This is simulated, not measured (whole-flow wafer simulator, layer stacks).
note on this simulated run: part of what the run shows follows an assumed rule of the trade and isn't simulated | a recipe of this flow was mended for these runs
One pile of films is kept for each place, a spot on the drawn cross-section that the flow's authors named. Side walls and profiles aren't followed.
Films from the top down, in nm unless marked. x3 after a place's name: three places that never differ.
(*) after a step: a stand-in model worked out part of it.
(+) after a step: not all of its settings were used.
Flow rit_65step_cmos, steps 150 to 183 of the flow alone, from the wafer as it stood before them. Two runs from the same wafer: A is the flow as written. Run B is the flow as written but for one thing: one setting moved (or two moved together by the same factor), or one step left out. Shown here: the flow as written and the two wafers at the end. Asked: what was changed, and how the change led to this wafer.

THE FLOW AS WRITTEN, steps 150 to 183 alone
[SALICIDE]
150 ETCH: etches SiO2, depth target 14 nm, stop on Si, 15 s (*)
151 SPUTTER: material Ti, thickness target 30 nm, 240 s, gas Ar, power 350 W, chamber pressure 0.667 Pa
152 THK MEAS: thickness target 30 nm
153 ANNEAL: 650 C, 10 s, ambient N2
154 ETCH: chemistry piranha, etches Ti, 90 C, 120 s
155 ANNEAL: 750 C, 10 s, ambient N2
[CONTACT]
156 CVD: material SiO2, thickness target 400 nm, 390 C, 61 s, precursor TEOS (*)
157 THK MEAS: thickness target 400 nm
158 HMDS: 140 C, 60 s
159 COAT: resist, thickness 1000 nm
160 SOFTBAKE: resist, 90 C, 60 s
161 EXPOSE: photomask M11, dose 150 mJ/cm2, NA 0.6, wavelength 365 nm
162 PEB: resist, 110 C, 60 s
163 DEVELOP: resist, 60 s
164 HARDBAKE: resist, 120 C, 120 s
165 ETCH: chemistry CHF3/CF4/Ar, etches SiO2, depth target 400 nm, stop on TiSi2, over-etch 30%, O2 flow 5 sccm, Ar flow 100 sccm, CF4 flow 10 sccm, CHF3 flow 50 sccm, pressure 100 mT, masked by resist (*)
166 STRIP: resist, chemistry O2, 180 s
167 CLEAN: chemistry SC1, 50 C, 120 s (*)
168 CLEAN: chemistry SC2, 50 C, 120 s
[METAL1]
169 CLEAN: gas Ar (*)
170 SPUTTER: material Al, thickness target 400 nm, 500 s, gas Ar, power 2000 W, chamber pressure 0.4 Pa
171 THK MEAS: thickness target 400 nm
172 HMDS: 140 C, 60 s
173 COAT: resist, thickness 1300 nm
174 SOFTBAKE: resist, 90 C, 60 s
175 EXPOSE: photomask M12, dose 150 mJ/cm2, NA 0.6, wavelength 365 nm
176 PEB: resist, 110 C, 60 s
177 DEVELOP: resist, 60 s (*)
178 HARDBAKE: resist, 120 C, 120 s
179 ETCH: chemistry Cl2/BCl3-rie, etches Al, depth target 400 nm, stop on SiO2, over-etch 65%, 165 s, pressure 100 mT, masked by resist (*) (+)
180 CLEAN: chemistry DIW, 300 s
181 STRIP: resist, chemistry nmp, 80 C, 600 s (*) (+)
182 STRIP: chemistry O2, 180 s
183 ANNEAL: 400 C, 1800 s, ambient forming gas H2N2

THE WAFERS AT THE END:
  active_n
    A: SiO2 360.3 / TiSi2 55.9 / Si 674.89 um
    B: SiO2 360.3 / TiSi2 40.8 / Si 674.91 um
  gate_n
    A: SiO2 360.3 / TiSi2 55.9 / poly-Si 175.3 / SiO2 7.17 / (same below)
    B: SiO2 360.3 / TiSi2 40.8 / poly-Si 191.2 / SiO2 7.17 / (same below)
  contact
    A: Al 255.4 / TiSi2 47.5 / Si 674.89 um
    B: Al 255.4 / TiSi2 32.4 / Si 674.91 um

The cause: step 151, SPUTTER: thickness target 21 nm was run, where the flow has thickness target 30 nm; step 151, SPUTTER: 168 s was run, where the flow has 240 s.

How the change led to this, step by step:
  151 SPUTTER: material Ti, thickness target 30 nm, 240 s, gas Ar, power 350 W, chamber pressure 0.667 Pa
      field, field_pw, field_nw and 11 more: A Ti +30 (new film) | B Ti +21 (new film)
  153 ANNEAL: 650 C, 10 s, ambient N2
      active_n, active_p, sd_n, sd_p, contact, m1: A Ti -23.4, TiSi first +15 (new film), TiSi2 C49 +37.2 (new film), Si -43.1 | B Ti -16.4, TiSi2 C49 +41.7 (new film), Si -37.2
      gate_n, gate_p: A Ti -23.4, TiSi first +15 (new film), TiSi2 C49 +37.2 (new film), poly-Si -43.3 | B Ti -16.4, TiSi2 C49 +41.7 (new film), poly-Si -37.3
  154 ETCH: chemistry piranha, etches Ti, 90 C, 120 s
      active_n, active_p, gate_n, gate_p, sd_n, sd_p, contact, m1: A Ti -6.6 (all of it), TiSi first -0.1 | B Ti -4.62 (all of it), TiSi2 C49 -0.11
      field, field_pw, field_nw, field_p, spacer, spacer_p: A Ti -30 (all of it) | B Ti -21 (all of it)
  155 ANNEAL: 750 C, 10 s, ambient N2
      active_n, active_p, sd_n, sd_p, contact, m1: A TiSi2 +55.9 (new film), TiSi first -14.9 (all of it), TiSi2 C49 -37.2 (all of it), Si -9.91 | B TiSi2 +40.8 (new film), TiSi2 C49 -41.6 (all of it)
      gate_n, gate_p: A TiSi2 +55.9 (new film), TiSi first -14.9 (all of it), TiSi2 C49 -37.2 (all of it), poly-Si -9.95 | B TiSi2 +40.8 (new film), TiSi2 C49 -41.6 (all of it)
